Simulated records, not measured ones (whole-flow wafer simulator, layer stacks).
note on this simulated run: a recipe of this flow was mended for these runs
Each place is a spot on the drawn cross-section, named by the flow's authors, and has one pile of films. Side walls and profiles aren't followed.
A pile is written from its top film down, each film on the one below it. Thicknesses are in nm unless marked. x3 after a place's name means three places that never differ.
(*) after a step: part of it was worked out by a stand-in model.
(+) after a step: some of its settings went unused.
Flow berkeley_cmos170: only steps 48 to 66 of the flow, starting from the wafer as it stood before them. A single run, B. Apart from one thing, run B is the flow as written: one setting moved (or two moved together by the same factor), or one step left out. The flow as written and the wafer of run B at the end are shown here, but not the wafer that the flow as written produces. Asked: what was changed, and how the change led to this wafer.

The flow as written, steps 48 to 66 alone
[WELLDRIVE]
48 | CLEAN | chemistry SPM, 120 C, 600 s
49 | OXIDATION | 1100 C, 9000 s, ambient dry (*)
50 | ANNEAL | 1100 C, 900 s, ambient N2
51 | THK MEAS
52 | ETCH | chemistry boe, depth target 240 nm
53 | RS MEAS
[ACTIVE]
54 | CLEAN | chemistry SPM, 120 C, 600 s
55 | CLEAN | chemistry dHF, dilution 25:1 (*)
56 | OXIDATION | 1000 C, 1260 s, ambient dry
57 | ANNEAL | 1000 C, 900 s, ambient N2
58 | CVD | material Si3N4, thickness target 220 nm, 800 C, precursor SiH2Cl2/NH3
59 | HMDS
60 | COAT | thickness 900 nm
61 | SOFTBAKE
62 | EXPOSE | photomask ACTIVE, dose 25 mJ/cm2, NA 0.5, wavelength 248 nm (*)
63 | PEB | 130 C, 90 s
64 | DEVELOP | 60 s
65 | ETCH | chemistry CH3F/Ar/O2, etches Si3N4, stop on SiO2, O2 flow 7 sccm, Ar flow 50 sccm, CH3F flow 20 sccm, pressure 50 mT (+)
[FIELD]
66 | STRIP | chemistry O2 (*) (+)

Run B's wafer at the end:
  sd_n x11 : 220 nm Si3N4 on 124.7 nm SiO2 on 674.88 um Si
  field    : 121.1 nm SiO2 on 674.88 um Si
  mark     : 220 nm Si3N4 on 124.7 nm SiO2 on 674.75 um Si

Cause: step 52, ETCH: depth target 84 nm was run, whereas the flow has depth target 240 nm.

The path from the change to this, step by step:
  52 | ETCH | chemistry boe, depth target 240 nm
      field, mark, sd_n x11: SiO2 loses 84 (as written it would have been: SiO2 loses 197.6 (all of it))
  54 | CLEAN | chemistry SPM, 120 C, 600 s
      field, mark, sd_n x11: nothing (as written it would have been: chemical SiO2 gains 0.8 (new film), Si loses 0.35)
  55 | CLEAN | chemistry dHF, dilution 25:1 (*)
      field, mark, sd_n x11: nothing (as written it would have been: chemical SiO2 loses 0.8 (all of it))
  56 | OXIDATION | 1000 C, 1260 s, ambient dry
      field, mark, sd_n x11: SiO2 gains 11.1, Si loses 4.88 (as written it would have been: SiO2 gains 26.6 (new film), Si loses 11.7)
